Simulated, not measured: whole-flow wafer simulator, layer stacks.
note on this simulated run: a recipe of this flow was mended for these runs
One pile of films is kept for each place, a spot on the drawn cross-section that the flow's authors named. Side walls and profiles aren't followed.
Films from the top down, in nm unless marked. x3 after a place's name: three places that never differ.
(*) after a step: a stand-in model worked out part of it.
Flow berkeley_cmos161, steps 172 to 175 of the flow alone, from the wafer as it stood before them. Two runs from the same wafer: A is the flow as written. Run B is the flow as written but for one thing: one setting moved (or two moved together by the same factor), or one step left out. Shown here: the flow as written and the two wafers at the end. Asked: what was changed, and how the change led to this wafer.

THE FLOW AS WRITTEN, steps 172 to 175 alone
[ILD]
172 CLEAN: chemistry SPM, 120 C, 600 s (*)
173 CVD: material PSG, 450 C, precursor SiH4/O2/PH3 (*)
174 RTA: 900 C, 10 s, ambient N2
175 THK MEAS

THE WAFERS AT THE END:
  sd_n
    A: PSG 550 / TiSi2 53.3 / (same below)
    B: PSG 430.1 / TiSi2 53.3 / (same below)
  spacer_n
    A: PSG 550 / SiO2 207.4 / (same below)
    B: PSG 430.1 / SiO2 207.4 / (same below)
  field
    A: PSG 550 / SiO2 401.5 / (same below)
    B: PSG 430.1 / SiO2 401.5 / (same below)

The cause: step 173, CVD: 415 C was run, where the flow has 450 C.

How the change led to this, step by step:
  173 CVD: material PSG, 450 C, precursor SiH4/O2/PH3 (*)
      field, sd_n, spacer_n, gate_n, spacer_p, gate_p, contact x2: A PSG +550 (new film) | B PSG +430.1 (new film)
      sd_p: A PSG +522.4 (new film) | B PSG +409.8 (new film)
